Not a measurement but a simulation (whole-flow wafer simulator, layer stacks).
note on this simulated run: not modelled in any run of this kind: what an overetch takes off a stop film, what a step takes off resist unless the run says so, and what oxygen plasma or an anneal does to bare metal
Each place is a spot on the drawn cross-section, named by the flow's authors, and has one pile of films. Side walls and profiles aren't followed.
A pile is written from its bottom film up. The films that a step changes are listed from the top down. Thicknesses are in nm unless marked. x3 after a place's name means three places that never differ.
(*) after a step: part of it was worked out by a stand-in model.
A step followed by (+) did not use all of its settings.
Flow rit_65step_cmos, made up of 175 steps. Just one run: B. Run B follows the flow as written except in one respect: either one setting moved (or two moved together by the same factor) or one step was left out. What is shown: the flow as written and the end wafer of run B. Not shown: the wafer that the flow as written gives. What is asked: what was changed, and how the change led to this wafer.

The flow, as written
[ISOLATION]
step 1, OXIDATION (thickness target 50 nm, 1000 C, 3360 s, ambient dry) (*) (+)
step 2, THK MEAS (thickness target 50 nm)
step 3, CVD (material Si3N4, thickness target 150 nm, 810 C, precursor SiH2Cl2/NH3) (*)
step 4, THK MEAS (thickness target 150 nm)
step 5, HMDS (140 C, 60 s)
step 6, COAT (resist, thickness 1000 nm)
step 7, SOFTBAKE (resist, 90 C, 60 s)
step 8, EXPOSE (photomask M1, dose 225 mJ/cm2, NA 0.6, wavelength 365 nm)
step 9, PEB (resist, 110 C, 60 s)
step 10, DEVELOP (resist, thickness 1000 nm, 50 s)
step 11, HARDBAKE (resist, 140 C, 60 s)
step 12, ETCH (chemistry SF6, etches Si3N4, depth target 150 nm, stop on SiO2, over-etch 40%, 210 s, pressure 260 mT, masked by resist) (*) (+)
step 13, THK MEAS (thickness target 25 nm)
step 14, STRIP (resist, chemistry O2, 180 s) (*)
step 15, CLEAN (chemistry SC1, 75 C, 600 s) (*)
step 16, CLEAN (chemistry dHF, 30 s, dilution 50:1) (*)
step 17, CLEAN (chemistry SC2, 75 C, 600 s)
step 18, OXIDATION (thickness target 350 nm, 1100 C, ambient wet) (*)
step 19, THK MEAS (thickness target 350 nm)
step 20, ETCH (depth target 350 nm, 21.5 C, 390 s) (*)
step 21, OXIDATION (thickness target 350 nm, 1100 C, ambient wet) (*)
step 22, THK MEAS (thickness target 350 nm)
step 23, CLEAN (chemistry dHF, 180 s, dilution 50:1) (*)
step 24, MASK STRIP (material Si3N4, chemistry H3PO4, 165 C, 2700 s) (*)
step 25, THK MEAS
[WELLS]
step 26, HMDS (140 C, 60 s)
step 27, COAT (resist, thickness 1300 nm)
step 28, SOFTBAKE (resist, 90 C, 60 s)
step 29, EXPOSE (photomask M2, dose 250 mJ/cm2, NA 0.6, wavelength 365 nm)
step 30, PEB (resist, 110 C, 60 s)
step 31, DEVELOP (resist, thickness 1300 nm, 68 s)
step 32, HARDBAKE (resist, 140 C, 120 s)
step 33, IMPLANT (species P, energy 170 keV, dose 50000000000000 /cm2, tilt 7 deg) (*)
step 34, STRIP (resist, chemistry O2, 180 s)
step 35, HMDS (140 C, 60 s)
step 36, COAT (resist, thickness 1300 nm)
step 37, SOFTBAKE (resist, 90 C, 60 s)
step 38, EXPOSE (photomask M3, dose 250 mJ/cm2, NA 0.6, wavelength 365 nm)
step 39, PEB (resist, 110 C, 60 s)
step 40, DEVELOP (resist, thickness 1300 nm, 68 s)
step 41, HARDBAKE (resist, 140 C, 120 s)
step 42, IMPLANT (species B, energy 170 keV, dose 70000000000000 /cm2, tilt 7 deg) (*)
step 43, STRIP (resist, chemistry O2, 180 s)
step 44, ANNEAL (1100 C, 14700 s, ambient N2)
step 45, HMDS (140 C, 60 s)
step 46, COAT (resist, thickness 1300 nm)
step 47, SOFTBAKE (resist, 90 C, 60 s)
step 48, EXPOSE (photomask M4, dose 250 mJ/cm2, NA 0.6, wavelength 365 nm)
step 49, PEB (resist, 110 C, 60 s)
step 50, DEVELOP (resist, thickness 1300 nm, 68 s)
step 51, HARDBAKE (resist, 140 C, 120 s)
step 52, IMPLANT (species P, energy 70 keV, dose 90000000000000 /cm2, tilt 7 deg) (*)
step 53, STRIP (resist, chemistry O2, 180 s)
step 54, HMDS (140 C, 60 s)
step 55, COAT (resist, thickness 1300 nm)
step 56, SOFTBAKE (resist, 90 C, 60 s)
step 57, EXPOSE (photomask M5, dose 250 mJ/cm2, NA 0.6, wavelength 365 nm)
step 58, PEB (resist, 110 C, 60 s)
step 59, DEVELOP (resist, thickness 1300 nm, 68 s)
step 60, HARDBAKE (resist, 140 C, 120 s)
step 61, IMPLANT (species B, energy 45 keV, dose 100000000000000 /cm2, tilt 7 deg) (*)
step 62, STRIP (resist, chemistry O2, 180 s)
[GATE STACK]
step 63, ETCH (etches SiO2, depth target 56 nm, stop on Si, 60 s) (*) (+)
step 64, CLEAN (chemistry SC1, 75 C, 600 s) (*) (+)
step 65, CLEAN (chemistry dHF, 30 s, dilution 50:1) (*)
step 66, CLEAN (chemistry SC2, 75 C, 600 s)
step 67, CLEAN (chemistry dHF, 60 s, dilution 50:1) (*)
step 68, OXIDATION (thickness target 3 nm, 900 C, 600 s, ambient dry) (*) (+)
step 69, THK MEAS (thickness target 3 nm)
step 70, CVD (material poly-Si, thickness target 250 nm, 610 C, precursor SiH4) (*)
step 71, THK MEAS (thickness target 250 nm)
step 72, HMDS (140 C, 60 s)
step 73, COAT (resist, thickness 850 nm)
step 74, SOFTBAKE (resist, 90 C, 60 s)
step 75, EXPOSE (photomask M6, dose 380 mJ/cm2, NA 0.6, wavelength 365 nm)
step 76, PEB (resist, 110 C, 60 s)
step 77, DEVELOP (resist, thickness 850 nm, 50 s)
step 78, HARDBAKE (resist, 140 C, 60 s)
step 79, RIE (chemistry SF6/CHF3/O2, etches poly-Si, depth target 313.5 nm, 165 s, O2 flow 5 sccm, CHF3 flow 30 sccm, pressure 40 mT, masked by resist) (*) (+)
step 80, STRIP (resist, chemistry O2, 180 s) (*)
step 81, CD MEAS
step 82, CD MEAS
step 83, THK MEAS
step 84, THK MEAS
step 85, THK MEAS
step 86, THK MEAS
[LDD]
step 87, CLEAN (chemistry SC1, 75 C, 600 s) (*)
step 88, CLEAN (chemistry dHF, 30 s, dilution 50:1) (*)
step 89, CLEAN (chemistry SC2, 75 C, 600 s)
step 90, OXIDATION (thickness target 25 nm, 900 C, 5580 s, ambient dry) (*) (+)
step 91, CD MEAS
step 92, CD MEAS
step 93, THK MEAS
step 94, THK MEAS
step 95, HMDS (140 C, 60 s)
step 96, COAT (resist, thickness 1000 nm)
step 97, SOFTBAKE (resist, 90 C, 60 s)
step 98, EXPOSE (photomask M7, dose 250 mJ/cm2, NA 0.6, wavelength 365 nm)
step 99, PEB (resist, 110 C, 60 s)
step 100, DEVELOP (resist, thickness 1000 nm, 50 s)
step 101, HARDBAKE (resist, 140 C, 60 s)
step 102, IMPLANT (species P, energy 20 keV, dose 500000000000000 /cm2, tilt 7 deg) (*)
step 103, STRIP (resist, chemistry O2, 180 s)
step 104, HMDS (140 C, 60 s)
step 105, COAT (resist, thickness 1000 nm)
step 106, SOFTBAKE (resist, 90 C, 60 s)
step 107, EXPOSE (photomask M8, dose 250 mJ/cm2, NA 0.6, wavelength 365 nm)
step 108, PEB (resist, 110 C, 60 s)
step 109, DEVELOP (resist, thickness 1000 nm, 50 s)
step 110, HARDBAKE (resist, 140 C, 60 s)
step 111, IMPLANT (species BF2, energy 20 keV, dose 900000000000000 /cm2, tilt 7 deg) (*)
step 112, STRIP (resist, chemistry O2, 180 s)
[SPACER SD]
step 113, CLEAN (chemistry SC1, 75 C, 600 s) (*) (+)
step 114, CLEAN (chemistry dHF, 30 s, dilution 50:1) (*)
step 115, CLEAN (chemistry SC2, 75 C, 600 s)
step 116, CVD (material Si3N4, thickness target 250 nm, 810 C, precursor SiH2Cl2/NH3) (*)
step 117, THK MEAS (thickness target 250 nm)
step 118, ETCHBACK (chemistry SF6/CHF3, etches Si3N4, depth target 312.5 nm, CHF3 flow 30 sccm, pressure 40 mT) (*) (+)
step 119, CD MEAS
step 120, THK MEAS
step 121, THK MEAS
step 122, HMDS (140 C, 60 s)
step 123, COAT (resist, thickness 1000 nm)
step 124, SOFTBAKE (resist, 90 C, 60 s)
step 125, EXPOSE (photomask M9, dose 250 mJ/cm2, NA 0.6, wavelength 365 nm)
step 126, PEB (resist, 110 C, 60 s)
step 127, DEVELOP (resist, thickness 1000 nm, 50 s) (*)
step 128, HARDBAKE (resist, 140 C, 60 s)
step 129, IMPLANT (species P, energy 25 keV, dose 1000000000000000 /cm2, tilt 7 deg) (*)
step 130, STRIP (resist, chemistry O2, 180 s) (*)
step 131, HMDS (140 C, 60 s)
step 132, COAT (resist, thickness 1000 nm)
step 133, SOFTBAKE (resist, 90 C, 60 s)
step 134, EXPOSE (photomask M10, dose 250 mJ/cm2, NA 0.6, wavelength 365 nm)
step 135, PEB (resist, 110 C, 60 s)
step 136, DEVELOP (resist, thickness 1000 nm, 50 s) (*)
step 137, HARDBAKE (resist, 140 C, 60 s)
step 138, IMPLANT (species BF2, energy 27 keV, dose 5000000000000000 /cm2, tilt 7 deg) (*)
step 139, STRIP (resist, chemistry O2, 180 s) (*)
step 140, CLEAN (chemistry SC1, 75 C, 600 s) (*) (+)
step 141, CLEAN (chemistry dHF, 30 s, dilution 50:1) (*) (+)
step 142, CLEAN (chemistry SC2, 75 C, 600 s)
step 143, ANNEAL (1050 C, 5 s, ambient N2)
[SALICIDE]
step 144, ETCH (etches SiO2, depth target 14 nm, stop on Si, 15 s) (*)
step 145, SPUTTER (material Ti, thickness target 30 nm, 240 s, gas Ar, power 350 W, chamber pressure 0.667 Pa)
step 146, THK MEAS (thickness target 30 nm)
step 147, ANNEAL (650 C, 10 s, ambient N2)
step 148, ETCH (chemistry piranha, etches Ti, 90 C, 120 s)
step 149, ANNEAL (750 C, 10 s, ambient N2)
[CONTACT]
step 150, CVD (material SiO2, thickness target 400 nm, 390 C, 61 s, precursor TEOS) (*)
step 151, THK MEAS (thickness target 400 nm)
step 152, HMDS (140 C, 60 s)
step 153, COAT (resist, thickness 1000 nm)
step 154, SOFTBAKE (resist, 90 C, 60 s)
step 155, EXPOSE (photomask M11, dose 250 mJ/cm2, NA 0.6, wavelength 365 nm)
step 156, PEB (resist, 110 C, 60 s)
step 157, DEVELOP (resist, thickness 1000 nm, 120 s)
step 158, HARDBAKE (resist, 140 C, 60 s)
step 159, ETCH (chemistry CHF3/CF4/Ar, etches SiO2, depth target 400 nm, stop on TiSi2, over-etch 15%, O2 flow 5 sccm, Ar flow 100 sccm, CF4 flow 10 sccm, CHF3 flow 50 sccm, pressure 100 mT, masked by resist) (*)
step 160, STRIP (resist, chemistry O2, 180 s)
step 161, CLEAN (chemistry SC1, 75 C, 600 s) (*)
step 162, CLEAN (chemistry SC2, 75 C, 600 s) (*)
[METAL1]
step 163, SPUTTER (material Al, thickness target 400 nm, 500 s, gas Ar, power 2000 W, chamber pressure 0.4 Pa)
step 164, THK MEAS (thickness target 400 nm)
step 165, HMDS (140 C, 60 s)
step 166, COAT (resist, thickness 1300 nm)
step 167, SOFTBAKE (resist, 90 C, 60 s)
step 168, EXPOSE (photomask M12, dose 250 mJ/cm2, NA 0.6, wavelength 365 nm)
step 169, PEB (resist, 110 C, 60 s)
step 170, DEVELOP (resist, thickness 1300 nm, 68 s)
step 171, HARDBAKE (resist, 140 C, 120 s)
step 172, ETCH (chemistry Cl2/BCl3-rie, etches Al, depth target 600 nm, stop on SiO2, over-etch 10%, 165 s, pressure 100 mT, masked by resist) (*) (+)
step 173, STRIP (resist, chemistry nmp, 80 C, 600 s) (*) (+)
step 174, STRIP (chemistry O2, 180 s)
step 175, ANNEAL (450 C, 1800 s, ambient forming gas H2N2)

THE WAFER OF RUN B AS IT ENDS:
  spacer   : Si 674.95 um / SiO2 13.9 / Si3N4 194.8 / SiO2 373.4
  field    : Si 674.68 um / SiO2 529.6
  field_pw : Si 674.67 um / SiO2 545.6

What caused this: step 163, SPUTTER: 600 s was run, though the flow has 500 s.

Step by step, how the change led to this:
  step 163, SPUTTER (material Al, thickness target 400 nm, 500 s, gas Ar, power 2000 W, chamber pressure 0.4 Pa)
      field, field_pw, field_p, spacer, spacer_p: +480 Al (new film) (it would be, as written: +400 Al (new film))
      gate_n, gate_p: +470.6 Al (new film) (it would be, as written: +396 Al (new film))
      (and at 1 other place as well)
  step 172, ETCH (chemistry Cl2/BCl3-rie, etches Al, depth target 600 nm, stop on SiO2, over-etch 10%, 165 s, pressure 100 mT, masked by resist) (*) (+)
      field, field_pw, field_p, spacer, spacer_p: -480 Al (all of it), -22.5 SiO2 (it would be, as written: -400 Al (all of it), -32.5 SiO2)
      gate_n, gate_p: -470.6 Al (all of it), -23.7 SiO2 (it would be, as written: -396 Al (all of it), -33 SiO2)
      (and at 1 other place as well)
